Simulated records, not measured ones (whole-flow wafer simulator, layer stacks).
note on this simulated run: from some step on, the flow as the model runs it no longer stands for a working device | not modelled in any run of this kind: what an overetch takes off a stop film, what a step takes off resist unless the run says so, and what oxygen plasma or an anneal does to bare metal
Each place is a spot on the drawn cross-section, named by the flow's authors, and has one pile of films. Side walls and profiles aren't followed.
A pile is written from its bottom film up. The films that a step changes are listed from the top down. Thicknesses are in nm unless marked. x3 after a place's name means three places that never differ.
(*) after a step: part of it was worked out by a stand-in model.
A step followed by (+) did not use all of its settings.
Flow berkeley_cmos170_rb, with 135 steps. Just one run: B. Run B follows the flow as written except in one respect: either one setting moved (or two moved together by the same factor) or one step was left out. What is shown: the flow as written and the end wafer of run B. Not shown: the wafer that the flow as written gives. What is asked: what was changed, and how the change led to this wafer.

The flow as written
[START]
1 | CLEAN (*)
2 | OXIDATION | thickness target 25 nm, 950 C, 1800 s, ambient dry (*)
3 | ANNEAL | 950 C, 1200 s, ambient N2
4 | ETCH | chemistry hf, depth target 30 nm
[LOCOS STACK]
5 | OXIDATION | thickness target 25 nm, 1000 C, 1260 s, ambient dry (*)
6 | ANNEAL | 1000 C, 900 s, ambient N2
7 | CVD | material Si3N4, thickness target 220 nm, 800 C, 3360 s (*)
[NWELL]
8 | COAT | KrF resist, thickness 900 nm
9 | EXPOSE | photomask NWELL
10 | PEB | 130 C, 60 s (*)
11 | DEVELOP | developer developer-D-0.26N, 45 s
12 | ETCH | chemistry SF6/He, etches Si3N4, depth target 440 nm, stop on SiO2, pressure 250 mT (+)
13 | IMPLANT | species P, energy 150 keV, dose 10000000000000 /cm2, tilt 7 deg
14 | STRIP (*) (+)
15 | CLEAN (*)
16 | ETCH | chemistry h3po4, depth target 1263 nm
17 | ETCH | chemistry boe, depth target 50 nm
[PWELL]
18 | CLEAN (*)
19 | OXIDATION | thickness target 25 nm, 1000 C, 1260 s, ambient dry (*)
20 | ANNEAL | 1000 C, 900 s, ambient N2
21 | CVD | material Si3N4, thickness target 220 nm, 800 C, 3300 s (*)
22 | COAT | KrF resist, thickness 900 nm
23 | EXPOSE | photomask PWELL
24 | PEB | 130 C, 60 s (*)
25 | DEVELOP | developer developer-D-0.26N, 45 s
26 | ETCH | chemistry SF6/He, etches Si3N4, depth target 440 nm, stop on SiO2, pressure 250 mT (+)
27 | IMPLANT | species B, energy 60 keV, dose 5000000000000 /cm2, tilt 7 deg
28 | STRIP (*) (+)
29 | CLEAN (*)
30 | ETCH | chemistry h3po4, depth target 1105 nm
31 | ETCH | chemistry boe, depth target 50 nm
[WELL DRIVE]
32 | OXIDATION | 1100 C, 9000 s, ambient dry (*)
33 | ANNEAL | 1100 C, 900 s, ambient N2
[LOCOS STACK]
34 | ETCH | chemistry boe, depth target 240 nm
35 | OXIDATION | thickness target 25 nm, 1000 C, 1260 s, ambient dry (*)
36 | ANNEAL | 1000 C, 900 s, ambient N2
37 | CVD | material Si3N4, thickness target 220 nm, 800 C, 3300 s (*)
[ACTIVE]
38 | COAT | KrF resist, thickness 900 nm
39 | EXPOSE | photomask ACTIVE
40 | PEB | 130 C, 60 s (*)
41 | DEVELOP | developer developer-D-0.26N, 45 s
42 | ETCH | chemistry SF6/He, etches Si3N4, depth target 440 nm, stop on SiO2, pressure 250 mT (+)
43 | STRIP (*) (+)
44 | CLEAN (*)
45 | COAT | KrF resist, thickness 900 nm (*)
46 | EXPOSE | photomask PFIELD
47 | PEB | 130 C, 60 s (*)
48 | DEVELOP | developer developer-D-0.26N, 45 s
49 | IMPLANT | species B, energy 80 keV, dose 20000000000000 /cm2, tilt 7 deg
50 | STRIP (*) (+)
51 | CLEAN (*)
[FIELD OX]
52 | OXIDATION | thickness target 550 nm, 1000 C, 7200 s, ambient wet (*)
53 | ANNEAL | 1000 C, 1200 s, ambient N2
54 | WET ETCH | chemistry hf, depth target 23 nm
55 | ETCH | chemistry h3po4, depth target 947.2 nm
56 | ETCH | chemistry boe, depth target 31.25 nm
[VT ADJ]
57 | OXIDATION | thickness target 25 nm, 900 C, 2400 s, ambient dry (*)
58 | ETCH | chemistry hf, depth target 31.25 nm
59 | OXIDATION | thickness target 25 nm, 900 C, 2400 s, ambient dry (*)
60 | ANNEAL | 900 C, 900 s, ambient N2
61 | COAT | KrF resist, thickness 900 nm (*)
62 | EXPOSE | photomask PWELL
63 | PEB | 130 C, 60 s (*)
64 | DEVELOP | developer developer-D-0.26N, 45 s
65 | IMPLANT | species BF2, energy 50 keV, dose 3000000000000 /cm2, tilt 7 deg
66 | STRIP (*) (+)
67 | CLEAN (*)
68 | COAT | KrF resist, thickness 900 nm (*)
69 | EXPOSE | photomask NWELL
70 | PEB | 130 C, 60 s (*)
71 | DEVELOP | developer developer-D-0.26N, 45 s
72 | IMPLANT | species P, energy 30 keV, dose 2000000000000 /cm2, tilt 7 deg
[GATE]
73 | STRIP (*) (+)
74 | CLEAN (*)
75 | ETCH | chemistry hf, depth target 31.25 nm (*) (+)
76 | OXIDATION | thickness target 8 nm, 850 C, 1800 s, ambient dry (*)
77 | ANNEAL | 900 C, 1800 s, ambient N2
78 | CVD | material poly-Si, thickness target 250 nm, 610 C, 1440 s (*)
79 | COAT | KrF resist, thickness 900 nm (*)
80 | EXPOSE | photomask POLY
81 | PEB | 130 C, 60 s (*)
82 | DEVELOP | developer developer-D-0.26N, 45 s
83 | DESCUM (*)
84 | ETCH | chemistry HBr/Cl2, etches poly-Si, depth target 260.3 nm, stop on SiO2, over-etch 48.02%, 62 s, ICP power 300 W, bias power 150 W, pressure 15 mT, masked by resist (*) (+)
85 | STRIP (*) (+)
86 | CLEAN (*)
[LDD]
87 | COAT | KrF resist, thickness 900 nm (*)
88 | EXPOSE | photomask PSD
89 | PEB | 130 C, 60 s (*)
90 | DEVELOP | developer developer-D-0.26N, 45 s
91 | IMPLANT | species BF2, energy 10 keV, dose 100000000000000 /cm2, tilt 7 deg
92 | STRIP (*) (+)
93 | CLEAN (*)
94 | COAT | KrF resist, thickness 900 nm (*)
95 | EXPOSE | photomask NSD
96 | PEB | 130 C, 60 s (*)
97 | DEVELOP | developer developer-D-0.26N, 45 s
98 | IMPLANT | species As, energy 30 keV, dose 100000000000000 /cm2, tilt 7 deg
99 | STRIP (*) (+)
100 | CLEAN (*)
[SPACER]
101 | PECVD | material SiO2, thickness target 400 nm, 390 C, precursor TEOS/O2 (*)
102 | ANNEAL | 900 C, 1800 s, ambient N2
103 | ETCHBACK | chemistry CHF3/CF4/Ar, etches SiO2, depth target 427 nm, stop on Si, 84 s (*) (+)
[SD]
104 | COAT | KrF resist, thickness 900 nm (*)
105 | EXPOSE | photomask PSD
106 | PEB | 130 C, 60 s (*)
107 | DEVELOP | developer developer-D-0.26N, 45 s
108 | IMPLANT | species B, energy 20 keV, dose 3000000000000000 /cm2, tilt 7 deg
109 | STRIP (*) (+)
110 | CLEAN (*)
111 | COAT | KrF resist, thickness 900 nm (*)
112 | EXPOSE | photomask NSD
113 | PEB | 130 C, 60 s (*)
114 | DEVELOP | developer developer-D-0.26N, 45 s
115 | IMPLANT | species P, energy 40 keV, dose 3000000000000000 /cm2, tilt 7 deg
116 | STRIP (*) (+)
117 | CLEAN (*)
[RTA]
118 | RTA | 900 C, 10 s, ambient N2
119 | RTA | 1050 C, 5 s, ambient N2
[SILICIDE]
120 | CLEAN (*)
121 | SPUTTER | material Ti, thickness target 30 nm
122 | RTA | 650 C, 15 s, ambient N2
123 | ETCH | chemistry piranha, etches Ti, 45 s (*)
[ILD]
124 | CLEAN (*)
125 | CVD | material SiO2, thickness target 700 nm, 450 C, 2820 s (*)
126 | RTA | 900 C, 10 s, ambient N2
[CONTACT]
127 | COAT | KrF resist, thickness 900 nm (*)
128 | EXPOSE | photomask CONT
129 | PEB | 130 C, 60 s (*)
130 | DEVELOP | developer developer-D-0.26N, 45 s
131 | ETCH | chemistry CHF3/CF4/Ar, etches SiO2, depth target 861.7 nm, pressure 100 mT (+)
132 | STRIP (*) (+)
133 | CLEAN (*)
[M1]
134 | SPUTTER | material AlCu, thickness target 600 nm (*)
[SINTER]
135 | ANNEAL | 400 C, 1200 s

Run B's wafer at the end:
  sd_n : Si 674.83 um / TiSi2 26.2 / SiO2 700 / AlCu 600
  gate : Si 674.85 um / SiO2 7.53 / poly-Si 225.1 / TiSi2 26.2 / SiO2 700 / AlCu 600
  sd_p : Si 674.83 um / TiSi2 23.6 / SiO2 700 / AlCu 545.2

The reason: step 121, SPUTTER: thickness target 14 nm was run, while the flow as written has thickness target 30 nm.

Step by step, how the change led to this:
  121 | SPUTTER | material Ti, thickness target 30 nm
      field, sd_n, spacer_n, gate, spacer_p, gate_p, contact, m1: +14 Ti (new film) (it would be, as written: +30 Ti (new film))
      sd_p: +12.6 Ti (new film) (it would be, as written: +27.1 Ti (new film))
  122 | RTA | 650 C, 15 s, ambient N2
      sd_n, contact, m1: -10.9 Ti, +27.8 TiSi2 C49 (new film), -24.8 Si (it would be, as written: -23.4 Ti, +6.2 TiSi first (new film), +50.3 TiSi2 C49 (new film), -49 Si)
      gate, gate_p: -10.9 Ti, +27.8 TiSi2 C49 (new film), -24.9 poly-Si (it would be, as written: -23.4 Ti, +6.2 TiSi first (new film), +50.3 TiSi2 C49 (new film), -49.2 poly-Si)
      (as well as at 1 more place)
  123 | ETCH | chemistry piranha, etches Ti, 45 s (*)
      sd_n, gate, gate_p, contact, m1: -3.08 Ti (all of it) (it would be, as written: -6.6 Ti (all of it))
      field, spacer_n, spacer_p: -14 Ti (all of it) (it would be, as written: -30 Ti (all of it))
      (as well as at 1 more place)
  126 | RTA | 900 C, 10 s, ambient N2
      sd_n, contact, m1: under 1 film: +26.2 TiSi2 (new film), -27.8 TiSi2 C49 (all of it) (it would be, as written: under 1 film: +56 TiSi2 (new film), -6.2 TiSi first (all of it), -50.3 TiSi2 C49 (all of it), -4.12 Si)
      gate, gate_p: under 1 film: +26.2 TiSi2 (new film), -27.8 TiSi2 C49 (all of it) (it would be, as written: under 1 film: +56 TiSi2 (new film), -6.2 TiSi first (all of it), -50.3 TiSi2 C49 (all of it), -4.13 poly-Si)
      (as well as at 1 more place)
